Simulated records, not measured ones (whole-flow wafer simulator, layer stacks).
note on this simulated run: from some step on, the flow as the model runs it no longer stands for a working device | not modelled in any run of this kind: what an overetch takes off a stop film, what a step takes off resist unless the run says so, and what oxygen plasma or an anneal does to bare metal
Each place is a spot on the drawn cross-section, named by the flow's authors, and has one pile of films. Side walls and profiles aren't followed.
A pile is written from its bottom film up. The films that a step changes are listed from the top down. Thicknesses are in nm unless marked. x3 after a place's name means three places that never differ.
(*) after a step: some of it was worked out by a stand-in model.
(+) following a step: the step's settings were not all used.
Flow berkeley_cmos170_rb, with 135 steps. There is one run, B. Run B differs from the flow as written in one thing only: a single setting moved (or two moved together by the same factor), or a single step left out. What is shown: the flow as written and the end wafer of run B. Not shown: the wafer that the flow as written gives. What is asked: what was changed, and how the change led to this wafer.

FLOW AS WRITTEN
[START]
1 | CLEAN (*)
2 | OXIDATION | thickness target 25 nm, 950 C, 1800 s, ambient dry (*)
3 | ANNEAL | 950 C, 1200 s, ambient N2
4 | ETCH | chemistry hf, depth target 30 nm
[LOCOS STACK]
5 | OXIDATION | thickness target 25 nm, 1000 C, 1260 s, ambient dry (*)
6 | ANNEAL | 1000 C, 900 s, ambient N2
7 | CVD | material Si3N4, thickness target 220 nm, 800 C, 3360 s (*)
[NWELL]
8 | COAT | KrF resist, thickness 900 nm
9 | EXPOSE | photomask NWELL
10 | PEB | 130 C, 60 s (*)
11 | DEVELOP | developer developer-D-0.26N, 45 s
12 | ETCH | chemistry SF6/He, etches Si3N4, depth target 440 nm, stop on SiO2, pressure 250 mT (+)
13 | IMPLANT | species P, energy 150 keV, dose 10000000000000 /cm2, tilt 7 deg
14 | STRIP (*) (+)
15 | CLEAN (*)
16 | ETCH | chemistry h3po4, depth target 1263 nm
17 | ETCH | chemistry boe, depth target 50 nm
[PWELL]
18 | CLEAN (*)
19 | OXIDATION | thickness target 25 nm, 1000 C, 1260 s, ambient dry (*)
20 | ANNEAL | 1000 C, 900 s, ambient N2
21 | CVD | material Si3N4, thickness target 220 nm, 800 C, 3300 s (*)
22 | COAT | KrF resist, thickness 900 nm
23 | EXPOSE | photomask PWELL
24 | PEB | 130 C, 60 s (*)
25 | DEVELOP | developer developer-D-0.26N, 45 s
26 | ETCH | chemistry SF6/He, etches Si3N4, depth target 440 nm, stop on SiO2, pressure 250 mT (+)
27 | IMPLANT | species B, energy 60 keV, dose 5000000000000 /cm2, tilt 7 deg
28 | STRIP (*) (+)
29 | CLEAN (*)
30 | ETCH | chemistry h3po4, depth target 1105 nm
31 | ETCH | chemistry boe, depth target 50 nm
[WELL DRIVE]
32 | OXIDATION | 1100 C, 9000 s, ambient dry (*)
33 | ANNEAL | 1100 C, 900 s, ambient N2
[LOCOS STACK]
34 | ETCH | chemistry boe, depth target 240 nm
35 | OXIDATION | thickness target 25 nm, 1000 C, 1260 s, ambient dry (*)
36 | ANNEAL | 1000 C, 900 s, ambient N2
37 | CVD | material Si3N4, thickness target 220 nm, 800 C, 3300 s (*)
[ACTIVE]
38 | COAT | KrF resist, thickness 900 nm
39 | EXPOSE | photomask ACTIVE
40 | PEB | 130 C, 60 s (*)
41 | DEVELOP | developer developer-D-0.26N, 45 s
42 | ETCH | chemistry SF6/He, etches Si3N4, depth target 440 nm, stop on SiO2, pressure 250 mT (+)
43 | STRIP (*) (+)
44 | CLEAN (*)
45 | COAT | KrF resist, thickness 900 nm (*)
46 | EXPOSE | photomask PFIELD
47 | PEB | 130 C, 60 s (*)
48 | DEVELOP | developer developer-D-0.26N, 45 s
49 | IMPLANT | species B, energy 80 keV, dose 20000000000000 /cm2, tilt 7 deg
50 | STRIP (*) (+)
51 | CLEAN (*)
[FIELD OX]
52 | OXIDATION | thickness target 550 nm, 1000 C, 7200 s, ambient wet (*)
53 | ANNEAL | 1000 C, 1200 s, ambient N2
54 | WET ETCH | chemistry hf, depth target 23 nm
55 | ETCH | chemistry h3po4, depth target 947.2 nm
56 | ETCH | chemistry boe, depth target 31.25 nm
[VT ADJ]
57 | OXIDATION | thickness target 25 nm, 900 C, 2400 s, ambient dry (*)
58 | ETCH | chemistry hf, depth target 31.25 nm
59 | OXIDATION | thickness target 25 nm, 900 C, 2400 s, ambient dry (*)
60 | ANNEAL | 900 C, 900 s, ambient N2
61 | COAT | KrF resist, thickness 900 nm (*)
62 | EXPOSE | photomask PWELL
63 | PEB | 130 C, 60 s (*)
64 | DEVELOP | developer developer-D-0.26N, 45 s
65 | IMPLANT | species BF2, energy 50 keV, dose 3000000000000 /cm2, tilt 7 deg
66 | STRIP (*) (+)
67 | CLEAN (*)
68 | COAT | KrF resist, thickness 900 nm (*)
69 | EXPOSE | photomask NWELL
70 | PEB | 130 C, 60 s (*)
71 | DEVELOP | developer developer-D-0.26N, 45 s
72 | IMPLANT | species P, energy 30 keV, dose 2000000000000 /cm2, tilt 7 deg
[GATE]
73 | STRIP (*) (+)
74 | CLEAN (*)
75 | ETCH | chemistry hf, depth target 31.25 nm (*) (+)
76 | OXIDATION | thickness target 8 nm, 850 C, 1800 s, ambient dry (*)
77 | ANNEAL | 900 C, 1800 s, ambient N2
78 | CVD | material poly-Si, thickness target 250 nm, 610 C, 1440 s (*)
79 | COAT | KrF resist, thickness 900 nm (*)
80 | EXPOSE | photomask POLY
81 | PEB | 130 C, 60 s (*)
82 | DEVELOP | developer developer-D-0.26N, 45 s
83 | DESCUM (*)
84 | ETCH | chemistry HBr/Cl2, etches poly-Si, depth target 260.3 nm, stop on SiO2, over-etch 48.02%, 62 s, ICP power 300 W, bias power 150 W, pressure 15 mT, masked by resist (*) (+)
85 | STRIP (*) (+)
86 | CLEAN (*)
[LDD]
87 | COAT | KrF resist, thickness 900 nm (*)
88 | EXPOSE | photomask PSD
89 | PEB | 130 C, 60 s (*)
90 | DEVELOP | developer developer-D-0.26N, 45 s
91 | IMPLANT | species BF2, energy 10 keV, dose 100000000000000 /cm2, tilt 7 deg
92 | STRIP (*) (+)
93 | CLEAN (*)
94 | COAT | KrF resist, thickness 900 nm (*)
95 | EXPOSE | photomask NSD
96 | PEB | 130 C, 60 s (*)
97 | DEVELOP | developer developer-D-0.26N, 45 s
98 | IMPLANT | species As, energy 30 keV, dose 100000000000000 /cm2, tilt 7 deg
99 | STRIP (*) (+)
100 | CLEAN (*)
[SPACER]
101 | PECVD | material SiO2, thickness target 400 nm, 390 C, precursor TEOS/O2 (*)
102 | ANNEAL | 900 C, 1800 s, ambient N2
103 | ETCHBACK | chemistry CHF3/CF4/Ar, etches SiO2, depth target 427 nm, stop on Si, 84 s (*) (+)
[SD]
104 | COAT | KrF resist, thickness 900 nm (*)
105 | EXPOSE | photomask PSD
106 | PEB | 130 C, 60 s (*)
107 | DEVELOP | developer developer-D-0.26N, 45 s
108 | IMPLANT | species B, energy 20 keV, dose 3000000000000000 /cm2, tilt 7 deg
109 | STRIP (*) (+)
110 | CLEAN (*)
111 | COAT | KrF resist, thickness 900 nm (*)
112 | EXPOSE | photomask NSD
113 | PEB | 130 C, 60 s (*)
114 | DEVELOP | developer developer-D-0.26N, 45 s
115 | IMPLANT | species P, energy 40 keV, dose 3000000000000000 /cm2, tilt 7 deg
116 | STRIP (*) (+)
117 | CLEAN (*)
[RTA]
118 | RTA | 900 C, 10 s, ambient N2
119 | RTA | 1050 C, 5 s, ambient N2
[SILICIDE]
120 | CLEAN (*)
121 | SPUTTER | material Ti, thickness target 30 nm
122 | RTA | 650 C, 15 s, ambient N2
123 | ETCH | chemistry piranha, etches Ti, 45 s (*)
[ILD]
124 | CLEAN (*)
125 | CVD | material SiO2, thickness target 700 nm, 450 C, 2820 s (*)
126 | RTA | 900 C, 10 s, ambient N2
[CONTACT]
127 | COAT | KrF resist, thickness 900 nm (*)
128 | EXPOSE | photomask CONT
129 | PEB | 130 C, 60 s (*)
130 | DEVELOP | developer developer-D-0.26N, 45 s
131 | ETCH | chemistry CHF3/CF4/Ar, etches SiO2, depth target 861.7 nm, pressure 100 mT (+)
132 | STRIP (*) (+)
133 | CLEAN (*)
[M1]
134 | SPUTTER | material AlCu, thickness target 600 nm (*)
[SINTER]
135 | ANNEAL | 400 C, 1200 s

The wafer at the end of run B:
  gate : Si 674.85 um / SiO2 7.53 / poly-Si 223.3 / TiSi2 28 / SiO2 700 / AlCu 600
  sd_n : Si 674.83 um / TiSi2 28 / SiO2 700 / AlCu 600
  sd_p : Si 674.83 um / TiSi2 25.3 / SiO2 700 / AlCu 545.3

What caused this: step 121, SPUTTER: thickness target 15 nm was run, whereas the flow has thickness target 30 nm.

The path from the change to this, step by step:
  121 | SPUTTER | material Ti, thickness target 30 nm
      field, sd_n, spacer_n, gate, spacer_p, gate_p, contact, m1: +15 Ti (new film) (it would be, as written: +30 Ti (new film))
      sd_p: +13.6 Ti (new film) (it would be, as written: +27.1 Ti (new film))
  122 | RTA | 650 C, 15 s, ambient N2
      sd_n, contact, m1: -11.7 Ti, +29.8 TiSi2 C49 (new film), -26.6 Si (it would be, as written: -23.4 Ti, +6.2 TiSi first (new film), +50.3 TiSi2 C49 (new film), -49 Si)
      gate, gate_p: -11.7 Ti, +29.8 TiSi2 C49 (new film), -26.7 poly-Si (it would be, as written: -23.4 Ti, +6.2 TiSi first (new film), +50.3 TiSi2 C49 (new film), -49.2 poly-Si)
      (also at 1 further place)
  123 | ETCH | chemistry piranha, etches Ti, 45 s (*)
      sd_n, gate, gate_p, contact, m1: -3.3 Ti (all of it) (it would be, as written: -6.6 Ti (all of it))
      field, spacer_n, spacer_p: -15 Ti (all of it) (it would be, as written: -30 Ti (all of it))
      (also at 1 further place)
  126 | RTA | 900 C, 10 s, ambient N2
      sd_n, contact, m1: under 1 film: +28 TiSi2 (new film), -29.8 TiSi2 C49 (all of it) (it would be, as written: under 1 film: +56 TiSi2 (new film), -6.2 TiSi first (all of it), -50.3 TiSi2 C49 (all of it), -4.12 Si)
      gate, gate_p: under 1 film: +28 TiSi2 (new film), -29.8 TiSi2 C49 (all of it) (it would be, as written: under 1 film: +56 TiSi2 (new film), -6.2 TiSi first (all of it), -50.3 TiSi2 C49 (all of it), -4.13 poly-Si)
      (also at 1 further place)
